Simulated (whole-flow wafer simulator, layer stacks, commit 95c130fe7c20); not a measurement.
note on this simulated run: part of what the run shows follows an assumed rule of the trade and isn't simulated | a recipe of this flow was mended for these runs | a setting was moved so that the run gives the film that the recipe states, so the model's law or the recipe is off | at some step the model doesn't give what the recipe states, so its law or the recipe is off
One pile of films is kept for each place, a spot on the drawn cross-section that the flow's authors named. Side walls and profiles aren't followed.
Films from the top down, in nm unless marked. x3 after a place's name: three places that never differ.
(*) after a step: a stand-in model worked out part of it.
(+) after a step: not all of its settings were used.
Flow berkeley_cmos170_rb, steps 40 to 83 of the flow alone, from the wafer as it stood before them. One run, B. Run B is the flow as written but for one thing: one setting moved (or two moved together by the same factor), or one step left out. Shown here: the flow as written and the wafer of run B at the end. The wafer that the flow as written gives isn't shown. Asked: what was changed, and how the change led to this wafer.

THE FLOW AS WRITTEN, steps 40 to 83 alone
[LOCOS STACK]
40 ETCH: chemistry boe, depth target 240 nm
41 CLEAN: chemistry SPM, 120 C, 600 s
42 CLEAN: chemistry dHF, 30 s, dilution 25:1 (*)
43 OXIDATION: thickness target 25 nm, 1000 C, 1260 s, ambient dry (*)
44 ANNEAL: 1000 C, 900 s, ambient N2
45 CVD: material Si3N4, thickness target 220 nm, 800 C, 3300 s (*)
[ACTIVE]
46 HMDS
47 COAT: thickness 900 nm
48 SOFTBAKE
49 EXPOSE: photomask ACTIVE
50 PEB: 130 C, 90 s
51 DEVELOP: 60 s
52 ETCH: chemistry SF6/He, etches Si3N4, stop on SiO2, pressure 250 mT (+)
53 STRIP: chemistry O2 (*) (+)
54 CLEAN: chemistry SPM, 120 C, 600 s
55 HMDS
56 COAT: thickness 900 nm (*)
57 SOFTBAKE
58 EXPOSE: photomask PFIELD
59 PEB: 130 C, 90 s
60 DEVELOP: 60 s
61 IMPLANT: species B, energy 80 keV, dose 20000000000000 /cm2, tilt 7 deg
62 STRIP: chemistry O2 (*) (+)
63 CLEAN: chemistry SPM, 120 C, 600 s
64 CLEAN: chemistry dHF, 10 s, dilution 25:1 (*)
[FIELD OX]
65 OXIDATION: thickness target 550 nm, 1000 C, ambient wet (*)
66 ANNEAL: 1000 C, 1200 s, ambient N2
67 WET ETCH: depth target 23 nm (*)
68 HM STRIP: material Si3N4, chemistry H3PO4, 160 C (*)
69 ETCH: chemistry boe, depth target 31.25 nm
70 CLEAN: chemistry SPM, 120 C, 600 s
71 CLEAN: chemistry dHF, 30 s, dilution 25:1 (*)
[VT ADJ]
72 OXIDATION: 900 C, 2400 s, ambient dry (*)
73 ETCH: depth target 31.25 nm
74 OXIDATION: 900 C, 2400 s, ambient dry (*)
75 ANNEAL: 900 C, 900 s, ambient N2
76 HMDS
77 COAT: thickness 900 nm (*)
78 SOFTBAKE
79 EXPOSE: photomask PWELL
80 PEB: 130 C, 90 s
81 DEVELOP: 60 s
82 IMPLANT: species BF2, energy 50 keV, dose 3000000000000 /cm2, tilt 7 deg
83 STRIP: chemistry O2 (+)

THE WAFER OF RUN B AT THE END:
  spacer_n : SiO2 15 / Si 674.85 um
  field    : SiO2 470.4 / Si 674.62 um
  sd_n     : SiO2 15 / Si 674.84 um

The cause: step 43, OXIDATION: thickness target 75 nm was run, where the flow has thickness target 25 nm; step 43, OXIDATION: 3780 s was run, where the flow has 1260 s.

How the change led to this, step by step:
  43 OXIDATION: thickness target 25 nm, 1000 C, 1260 s, ambient dry (*)
      field, sd_n, spacer_n and 6 more: SiO2 +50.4 (new film), Si -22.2 (as written it would be: SiO2 +26.6 (new film), Si -11.7)
  65 OXIDATION: thickness target 550 nm, 1000 C, ambient wet (*)
      gate: SiO2 +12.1 (new film), Si3N4 -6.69 (as written it would be: SiO2 +12.1 (new film), Si3N4 -6.69, SiO2 +0.05, Si -0.05)
      field: SiO2 +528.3, Si -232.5 (as written it would be: SiO2 +544.3, Si -239.5)
      (and at 2 more places)
  69 ETCH: chemistry boe, depth target 31.25 nm
      spacer_n, spacer_p, gate_p, contact, m1: SiO2 -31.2 (as written it would be: SiO2 -23.2 (all of it))
      sd_n: SiO2 -31.2 (as written it would be: SiO2 -24.8 (all of it))
      (and at 2 more places)
  70 CLEAN: chemistry SPM, 120 C, 600 s
      sd_n, spacer_n, gate, sd_p, spacer_p, gate_p, contact, m1: nothing (as written it would be: chemical SiO2 +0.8 (new film), Si -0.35)
  71 CLEAN: chemistry dHF, 30 s, dilution 25:1 (*)
      sd_n, spacer_n, gate, sd_p, spacer_p, gate_p, contact, m1: SiO2 -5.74 (as written it would be: chemical SiO2 -0.8 (all of it))
  72 OXIDATION: 900 C, 2400 s, ambient dry (*)
      spacer_n, gate, spacer_p, gate_p, contact, m1: SiO2 +12, Si -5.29 (as written it would be: SiO2 +15 (new film), Si -6.62)
      sd_n: SiO2 +10, Si -4.4 (as written it would be: SiO2 +15 (new film), Si -6.62)
      (and at 1 more place)
  73 ETCH: depth target 31.25 nm
      sd_n: SiO2 -31.2 (as written it would be: SiO2 -15 (all of it))
      spacer_n, gate, spacer_p, gate_p, contact, m1: SiO2 -22.1 (all of it) (as written it would be: SiO2 -15 (all of it))
      (and at 1 more place)
  74 OXIDATION: 900 C, 2400 s, ambient dry (*)
      sd_n: SiO2 +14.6, Si -6.41 (as written it would be: SiO2 +15 (new film), Si -6.62)
